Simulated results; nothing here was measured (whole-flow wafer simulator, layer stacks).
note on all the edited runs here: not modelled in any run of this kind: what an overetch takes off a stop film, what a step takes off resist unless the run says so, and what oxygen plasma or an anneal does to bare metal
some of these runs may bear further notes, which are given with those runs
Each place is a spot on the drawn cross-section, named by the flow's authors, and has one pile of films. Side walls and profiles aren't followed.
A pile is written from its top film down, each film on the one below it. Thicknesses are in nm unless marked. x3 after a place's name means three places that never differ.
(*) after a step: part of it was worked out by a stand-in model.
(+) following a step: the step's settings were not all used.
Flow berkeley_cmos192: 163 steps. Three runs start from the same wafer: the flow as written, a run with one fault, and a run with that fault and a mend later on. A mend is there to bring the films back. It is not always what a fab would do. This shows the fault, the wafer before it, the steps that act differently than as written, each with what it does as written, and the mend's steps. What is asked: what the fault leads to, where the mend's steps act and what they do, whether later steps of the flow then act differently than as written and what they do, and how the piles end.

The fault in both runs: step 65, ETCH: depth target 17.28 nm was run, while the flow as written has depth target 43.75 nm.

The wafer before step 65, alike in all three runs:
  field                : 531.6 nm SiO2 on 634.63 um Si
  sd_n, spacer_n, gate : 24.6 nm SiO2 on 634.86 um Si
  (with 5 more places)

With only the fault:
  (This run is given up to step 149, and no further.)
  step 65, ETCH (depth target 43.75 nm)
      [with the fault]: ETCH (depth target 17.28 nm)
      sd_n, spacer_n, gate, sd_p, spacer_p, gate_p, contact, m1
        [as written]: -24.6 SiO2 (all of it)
        [with the fault]: -17.3 SiO2
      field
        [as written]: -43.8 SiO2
        [with the fault]: -17.3 SiO2
  Steps later in the flow that act otherwise than as written (32 more steps, not shown, differ only slightly: by at most 2% or 0.5 nm, whichever is larger):
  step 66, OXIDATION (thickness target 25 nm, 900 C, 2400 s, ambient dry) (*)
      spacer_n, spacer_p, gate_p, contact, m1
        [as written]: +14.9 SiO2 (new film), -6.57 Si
        [with the fault]: +12.5 SiO2, -5.52 Si
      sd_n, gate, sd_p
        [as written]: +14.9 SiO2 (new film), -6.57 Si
        [with the fault]: +12.5 SiO2, -5.51 Si
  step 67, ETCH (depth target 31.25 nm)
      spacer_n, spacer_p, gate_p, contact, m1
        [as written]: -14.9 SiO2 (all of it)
        [with the fault]: -19.8 SiO2 (all of it)
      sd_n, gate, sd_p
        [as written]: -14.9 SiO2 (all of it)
        [with the fault]: -19.9 SiO2 (all of it)
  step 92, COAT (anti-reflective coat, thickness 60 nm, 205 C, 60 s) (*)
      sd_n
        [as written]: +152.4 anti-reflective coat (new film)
        [with the fault]: +171.6 anti-reflective coat (new film)
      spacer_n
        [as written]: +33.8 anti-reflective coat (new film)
        [with the fault]: +28.1 anti-reflective coat (new film)
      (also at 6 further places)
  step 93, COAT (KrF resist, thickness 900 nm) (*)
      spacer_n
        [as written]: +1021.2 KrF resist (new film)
        [with the fault]: +1042.5 KrF resist (new film)
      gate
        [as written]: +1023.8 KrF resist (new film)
        [with the fault]: +1045.5 KrF resist (new film)
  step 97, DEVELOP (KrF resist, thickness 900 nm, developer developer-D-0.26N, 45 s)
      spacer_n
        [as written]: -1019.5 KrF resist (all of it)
        [with the fault]: -1040.8 KrF resist (all of it)
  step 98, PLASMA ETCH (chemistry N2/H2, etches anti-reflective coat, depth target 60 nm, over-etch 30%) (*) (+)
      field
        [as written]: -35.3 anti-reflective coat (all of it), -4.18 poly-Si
        [with the fault]: -35.4 anti-reflective coat (all of it), -4.81 poly-Si
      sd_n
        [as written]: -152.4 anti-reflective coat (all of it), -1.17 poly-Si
        [with the fault]: -171.6 anti-reflective coat (all of it), -1.32 poly-Si
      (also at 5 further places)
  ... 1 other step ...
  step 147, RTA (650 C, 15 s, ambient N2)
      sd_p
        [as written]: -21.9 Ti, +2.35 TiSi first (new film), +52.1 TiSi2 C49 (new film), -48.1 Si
        [with the fault]: -21.4 Ti, +1.29 TiSi first (new film), +52.6 TiSi2 C49 (new film), -47.8 Si
  Once step 149 is done, the piles at field, sd_p depart from the flow's by more than 2% or 0.5 nm, whichever is larger.
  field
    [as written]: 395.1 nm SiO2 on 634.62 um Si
    [with the fault]: 421.3 nm SiO2 on 634.62 um Si
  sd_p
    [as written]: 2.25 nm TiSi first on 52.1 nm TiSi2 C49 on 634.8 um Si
    [with the fault]: 1.18 nm TiSi first on 52.6 nm TiSi2 C49 on 634.8 um Si

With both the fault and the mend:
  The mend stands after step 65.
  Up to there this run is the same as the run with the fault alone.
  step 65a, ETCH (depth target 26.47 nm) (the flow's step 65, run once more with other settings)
      spacer_n, spacer_p, gate_p, contact, m1
        -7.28 SiO2 (all of it)
      sd_n, sd_p
        -7.34 SiO2 (all of it)
      field
        -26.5 SiO2
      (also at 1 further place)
  Every later step of the flow that is run acts as written, at every place that is followed, to within 2% or 0.5 nm, whichever is larger.
  The piles end the same as the flow's at every place that both follow.
